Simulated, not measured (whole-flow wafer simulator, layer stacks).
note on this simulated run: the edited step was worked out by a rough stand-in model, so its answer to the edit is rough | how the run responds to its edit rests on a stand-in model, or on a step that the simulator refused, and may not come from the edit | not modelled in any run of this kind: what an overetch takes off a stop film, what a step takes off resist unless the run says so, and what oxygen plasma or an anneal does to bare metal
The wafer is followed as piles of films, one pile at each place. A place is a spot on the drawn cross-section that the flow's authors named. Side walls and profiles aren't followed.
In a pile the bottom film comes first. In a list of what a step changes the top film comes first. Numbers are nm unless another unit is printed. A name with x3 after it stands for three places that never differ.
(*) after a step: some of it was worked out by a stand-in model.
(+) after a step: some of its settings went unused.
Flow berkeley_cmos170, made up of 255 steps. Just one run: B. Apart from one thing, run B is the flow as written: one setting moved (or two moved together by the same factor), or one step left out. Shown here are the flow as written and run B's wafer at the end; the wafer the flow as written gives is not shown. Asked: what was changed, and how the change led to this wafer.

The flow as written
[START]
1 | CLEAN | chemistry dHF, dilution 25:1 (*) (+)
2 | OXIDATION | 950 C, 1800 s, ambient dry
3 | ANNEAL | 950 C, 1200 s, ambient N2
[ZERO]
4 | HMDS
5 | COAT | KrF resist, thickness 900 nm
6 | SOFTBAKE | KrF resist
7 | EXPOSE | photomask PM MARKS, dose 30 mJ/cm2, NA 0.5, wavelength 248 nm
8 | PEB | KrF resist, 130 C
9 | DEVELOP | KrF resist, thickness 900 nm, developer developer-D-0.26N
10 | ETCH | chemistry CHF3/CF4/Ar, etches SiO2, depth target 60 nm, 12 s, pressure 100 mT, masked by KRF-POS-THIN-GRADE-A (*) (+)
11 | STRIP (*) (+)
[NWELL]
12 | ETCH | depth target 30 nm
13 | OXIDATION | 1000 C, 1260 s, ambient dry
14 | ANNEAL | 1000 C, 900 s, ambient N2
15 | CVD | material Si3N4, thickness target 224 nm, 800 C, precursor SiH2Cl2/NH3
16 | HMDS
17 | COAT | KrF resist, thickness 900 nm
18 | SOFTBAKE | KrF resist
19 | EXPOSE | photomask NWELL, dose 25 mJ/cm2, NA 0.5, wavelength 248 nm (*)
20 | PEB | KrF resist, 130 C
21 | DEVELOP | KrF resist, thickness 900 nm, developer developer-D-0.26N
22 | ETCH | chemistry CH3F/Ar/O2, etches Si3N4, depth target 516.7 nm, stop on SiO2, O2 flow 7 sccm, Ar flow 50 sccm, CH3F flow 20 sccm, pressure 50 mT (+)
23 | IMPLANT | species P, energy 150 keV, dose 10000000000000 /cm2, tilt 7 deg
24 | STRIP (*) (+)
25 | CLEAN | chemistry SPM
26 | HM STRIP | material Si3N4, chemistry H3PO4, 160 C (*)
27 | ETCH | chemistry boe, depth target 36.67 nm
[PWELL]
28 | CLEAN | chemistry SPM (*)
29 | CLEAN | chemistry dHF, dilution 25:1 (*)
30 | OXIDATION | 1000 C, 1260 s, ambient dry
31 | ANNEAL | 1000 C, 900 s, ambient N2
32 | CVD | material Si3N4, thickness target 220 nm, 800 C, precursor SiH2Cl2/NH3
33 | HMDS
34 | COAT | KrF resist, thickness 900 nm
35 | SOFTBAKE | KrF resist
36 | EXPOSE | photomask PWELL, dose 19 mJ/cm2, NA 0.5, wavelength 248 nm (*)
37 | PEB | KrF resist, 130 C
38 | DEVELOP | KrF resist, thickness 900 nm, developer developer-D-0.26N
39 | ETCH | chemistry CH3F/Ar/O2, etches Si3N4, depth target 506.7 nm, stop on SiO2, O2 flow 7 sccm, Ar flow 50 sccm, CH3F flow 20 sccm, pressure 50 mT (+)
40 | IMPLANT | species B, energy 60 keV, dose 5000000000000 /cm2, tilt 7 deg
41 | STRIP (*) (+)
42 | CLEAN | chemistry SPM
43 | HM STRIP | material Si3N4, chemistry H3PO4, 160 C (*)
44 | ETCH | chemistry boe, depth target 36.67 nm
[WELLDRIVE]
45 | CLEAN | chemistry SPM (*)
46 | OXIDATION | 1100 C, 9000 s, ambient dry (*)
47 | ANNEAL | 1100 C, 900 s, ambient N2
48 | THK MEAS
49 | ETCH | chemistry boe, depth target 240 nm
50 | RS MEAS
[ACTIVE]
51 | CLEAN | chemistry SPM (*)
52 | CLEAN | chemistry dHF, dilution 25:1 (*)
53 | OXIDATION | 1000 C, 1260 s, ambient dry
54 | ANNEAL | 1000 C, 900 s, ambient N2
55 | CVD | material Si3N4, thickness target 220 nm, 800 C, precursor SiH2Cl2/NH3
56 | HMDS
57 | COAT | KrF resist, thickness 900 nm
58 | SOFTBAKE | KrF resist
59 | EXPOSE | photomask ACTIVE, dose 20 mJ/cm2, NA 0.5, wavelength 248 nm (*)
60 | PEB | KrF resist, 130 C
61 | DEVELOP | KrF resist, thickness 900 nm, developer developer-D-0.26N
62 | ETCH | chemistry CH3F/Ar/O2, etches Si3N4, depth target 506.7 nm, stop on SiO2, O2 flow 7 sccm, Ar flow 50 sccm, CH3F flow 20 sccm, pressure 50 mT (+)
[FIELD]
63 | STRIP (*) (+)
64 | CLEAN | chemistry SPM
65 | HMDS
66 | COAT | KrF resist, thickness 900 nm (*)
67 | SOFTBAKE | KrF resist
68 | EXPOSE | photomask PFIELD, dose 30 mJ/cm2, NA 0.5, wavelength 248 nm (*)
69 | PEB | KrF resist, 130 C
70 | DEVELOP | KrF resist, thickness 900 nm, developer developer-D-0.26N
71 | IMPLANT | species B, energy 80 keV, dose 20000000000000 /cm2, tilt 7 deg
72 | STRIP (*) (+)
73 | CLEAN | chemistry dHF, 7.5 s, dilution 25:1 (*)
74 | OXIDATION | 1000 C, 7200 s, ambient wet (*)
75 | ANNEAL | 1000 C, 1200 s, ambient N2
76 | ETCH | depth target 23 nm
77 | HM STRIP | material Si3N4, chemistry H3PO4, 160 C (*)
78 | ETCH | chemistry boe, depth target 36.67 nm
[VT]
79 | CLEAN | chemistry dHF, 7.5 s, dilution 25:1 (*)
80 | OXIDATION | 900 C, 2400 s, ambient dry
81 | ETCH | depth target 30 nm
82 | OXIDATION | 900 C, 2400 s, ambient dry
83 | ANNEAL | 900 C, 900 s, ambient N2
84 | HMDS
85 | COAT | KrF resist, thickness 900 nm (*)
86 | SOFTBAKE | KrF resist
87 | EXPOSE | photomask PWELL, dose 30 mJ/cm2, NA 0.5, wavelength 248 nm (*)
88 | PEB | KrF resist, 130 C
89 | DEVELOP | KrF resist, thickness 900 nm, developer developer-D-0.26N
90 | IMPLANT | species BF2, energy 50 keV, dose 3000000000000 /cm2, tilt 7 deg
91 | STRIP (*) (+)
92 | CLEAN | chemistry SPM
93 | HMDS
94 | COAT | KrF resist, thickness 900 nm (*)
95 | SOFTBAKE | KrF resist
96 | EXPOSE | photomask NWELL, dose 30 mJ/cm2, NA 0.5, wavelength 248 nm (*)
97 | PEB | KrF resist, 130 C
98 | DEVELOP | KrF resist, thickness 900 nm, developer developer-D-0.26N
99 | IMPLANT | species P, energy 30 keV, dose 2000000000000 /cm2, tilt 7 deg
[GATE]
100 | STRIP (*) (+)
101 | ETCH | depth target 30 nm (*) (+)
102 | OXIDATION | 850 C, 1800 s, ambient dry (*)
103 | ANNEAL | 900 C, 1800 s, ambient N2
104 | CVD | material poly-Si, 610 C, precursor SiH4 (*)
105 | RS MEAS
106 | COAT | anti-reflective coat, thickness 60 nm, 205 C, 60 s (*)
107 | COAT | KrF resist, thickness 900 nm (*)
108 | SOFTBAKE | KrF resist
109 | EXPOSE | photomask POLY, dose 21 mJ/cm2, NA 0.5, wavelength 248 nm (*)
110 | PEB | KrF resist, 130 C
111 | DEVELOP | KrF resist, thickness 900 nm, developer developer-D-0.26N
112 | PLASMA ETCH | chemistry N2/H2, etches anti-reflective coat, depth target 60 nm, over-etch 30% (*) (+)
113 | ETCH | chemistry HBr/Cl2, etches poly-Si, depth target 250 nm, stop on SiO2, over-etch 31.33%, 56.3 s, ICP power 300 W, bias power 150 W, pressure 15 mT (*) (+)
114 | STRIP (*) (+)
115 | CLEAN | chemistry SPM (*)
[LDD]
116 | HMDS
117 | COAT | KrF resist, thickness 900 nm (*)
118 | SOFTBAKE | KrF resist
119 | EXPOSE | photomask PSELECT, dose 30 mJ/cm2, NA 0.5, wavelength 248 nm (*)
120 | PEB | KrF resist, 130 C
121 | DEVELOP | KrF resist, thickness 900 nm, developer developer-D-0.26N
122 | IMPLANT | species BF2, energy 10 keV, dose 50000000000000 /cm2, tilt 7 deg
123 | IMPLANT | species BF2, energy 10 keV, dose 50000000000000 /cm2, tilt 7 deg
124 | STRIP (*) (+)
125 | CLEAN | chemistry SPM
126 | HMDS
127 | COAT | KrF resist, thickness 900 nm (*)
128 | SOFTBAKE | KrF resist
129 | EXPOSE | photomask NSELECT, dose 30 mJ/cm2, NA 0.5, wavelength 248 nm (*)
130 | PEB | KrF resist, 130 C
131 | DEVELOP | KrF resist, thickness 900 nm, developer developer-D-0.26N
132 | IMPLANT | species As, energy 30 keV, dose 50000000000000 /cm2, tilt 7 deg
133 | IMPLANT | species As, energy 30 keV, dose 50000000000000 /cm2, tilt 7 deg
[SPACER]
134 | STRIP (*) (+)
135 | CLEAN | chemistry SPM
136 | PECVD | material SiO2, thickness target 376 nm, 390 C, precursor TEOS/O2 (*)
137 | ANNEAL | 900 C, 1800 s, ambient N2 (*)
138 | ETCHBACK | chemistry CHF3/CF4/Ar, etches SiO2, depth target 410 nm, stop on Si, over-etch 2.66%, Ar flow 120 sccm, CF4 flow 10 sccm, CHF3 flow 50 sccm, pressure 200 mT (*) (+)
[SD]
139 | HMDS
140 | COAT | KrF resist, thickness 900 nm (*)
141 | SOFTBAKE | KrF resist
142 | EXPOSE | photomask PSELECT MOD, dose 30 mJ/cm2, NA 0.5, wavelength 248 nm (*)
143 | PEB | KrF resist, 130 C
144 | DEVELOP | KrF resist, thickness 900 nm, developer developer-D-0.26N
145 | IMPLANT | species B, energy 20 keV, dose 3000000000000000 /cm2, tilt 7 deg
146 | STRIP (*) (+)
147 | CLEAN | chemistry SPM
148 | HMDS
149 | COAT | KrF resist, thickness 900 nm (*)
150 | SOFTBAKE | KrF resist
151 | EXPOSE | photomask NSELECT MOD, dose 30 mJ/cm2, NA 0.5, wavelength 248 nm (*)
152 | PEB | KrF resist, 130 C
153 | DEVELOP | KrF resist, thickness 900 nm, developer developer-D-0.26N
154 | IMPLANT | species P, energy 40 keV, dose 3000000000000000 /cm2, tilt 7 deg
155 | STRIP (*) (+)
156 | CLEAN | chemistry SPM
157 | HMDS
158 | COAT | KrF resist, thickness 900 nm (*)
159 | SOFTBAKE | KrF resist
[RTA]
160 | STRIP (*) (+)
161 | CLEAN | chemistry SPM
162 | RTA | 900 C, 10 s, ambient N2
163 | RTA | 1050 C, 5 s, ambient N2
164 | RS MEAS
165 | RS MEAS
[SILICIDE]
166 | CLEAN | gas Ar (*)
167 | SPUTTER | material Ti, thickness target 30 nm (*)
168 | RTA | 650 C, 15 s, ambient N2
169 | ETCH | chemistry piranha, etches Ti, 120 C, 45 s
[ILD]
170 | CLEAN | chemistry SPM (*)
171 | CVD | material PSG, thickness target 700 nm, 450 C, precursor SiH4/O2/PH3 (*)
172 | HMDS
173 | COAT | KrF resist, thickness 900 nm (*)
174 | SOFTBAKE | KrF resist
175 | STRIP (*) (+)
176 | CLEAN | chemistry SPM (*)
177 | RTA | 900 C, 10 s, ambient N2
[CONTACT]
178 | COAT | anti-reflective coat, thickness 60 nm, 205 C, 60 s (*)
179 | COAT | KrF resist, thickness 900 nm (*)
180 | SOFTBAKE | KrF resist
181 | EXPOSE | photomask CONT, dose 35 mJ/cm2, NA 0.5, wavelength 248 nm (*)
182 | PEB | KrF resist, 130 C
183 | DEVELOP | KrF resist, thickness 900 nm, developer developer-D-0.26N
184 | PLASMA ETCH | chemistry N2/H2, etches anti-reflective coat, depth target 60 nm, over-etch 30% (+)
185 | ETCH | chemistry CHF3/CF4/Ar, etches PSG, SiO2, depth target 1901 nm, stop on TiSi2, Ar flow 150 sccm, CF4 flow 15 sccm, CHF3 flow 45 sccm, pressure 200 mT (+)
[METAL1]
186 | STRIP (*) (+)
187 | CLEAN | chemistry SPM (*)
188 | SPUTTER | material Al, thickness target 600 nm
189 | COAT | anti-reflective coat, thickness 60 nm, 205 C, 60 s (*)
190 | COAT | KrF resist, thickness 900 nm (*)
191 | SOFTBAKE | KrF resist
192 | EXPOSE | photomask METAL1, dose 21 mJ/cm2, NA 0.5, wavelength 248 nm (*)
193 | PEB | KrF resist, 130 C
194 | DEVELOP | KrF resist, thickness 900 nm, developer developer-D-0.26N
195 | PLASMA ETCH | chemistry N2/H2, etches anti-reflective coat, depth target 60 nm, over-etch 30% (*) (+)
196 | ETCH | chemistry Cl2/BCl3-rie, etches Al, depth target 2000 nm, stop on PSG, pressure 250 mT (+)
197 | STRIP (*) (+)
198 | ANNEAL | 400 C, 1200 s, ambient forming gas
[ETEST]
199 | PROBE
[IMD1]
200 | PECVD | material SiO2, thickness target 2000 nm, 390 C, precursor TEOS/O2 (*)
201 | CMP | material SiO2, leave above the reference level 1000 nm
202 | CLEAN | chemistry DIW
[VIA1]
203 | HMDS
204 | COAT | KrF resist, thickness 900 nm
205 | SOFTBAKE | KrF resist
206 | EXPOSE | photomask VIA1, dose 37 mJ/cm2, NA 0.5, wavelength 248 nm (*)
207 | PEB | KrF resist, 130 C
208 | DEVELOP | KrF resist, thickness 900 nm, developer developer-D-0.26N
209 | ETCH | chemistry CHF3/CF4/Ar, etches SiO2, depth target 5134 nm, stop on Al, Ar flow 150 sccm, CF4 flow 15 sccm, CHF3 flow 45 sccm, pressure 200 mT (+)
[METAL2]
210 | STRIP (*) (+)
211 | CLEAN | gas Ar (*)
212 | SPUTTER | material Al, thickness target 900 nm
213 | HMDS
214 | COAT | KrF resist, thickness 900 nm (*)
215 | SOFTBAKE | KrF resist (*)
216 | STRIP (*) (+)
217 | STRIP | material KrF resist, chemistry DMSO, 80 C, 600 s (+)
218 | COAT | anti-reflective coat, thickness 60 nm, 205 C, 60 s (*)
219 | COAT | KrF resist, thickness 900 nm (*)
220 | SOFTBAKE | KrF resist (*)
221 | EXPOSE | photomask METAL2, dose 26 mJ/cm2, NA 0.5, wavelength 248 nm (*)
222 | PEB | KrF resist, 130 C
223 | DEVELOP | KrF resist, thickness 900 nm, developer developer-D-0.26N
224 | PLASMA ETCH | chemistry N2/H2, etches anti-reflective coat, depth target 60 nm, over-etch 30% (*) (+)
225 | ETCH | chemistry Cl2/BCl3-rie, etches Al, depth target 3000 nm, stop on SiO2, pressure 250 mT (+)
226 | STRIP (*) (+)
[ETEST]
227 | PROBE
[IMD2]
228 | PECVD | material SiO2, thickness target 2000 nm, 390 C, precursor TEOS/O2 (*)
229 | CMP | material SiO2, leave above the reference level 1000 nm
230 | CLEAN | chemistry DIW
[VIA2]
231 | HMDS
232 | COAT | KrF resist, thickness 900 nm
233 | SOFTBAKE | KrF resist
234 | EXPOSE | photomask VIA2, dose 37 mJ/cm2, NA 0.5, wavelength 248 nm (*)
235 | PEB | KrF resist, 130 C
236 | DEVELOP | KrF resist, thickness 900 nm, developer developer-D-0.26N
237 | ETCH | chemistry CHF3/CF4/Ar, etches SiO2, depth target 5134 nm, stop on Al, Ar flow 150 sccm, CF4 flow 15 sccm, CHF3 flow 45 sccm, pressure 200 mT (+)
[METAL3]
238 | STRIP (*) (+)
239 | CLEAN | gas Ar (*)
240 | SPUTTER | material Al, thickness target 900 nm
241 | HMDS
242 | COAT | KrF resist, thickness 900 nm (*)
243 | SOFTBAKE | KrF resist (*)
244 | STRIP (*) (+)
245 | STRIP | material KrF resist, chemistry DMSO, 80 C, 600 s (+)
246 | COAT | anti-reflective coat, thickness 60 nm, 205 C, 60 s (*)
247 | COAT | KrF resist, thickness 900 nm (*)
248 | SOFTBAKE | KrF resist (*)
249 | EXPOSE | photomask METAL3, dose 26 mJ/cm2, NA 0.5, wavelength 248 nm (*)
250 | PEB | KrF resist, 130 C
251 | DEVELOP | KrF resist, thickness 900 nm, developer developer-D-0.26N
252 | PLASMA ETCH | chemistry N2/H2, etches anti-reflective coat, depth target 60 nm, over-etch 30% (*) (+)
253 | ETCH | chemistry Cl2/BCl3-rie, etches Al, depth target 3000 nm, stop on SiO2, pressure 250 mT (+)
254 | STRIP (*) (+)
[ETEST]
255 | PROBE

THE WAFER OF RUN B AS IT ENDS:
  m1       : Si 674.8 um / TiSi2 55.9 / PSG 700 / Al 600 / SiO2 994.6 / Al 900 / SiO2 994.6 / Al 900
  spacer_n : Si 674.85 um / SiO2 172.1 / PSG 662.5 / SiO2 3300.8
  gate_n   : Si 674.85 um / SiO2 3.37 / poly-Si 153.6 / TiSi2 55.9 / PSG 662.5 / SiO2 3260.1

What caused this: step 102, OXIDATION: 765 C was run, though the flow has 850 C.

The path from the change to this, step by step:
  102 | OXIDATION | 850 C, 1800 s, ambient dry (*)
      sd_n, spacer_n, gate_n and 8 more: SiO2 gains 3.37 (new film), Si loses 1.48 (it would be, as written: SiO2 gains 7.48 (new film), Si loses 3.29)
